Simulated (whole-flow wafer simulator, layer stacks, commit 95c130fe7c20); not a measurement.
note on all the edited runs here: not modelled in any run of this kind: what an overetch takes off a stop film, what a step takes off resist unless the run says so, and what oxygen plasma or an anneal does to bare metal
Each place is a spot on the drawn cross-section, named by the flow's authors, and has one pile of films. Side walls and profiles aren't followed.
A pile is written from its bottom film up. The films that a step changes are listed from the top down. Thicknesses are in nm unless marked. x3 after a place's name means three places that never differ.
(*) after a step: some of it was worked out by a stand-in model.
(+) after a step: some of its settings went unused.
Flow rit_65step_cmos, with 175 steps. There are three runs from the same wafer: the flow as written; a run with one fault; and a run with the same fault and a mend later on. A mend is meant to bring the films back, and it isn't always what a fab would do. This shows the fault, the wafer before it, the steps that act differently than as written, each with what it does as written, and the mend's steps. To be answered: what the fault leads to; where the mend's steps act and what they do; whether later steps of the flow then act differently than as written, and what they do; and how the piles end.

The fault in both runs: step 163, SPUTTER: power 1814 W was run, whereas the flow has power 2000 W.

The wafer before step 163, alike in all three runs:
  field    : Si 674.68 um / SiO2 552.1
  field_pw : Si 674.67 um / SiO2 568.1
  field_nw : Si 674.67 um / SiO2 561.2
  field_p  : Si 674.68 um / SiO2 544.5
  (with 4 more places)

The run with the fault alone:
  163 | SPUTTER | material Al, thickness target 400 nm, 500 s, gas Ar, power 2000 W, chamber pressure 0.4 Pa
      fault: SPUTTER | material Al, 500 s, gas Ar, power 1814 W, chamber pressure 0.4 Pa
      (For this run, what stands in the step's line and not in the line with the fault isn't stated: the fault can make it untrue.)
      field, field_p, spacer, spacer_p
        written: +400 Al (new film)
        fault: +362.8 Al (new film)
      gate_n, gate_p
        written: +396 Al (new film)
        fault: +362.8 Al (new film)
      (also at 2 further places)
  Later steps of the flow acting differently than as written (not shown: 3 more steps that differ only slightly, by at most 2% or 0.5 nm, whichever is larger):
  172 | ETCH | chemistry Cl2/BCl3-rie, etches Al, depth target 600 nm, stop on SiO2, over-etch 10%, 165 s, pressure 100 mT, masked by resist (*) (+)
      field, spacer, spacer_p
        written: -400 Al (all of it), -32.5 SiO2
        fault: -362.8 Al (all of it), -37.1 SiO2
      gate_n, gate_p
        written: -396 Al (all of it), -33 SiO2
        fault: -362.8 Al (all of it), -37.1 SiO2
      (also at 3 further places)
  At the end the piles are close to the flow's at the places that both follow, differing by at most 2% or 0.5 nm, whichever is larger.

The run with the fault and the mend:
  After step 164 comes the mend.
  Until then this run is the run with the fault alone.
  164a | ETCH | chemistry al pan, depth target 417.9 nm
      field, field_p, gate_n, gate_p, spacer, spacer_p
        -362.8 Al (all of it)
      field_pw
        -360.8 Al (all of it)
      field_nw
        -361.4 Al (all of it)
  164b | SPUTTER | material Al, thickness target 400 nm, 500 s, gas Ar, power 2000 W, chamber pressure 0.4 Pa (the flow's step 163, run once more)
      field, field_pw, field_p, spacer, spacer_p
        +400 Al (new film)
      gate_n, gate_p
        +396 Al (new film)
      field_nw
        +397.2 Al (new film)
  Every later step of the flow that is run acts as written at every place that is followed.
  By the end, the piles equal the flow's at every place that both follow.
